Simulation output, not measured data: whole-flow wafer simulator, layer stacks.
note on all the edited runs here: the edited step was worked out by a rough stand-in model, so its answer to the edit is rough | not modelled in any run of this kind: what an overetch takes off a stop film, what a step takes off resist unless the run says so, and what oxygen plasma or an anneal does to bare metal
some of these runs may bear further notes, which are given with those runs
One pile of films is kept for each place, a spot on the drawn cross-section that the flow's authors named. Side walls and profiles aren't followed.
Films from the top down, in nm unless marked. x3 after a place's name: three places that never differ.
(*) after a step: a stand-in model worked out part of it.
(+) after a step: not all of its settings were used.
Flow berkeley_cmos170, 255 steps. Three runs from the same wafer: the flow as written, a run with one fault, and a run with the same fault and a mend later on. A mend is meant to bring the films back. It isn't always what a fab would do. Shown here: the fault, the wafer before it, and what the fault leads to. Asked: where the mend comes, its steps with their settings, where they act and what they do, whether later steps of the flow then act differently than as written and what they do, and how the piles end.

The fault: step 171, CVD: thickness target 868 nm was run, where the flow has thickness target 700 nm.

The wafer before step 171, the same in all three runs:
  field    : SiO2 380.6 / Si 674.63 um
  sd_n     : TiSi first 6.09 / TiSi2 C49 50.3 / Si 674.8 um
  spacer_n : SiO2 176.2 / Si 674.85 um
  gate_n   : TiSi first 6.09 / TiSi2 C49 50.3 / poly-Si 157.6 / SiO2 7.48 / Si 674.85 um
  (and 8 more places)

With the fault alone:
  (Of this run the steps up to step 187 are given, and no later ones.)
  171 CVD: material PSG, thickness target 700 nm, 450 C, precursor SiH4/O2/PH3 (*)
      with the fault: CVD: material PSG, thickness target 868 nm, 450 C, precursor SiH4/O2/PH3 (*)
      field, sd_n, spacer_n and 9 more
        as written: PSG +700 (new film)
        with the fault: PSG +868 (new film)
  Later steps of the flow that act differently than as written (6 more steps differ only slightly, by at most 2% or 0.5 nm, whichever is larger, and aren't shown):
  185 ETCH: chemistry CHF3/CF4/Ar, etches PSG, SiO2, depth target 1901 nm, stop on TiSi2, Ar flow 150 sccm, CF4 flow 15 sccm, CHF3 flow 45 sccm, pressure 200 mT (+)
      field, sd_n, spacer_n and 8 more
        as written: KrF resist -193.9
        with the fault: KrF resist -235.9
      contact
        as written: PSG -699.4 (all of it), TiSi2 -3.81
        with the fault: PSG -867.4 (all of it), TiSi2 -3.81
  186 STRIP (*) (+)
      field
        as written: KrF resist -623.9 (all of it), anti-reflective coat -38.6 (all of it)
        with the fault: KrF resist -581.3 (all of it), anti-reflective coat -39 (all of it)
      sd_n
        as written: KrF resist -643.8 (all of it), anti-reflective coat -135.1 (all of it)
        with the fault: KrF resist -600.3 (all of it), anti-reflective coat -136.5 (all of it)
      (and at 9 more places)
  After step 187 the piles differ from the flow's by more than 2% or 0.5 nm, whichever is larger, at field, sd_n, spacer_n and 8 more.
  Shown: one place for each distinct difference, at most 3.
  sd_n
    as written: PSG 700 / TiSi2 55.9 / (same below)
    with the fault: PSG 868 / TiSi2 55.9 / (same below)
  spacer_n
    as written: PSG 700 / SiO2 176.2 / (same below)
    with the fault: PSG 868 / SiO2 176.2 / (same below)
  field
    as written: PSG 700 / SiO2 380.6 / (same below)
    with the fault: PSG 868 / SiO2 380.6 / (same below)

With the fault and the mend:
  The mend comes after step 171.
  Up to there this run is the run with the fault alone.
  171a ETCH: chemistry boe, depth target 168 nm
      field, sd_n, spacer_n and 9 more
        PSG -168
  No later step of the flow acts differently than as written, at any place that is followed, by more than 2% or 0.5 nm, whichever is larger.
  At the end the piles differ from the flow's only slightly at the places that both follow, by at most 2% or 0.5 nm, whichever is larger.
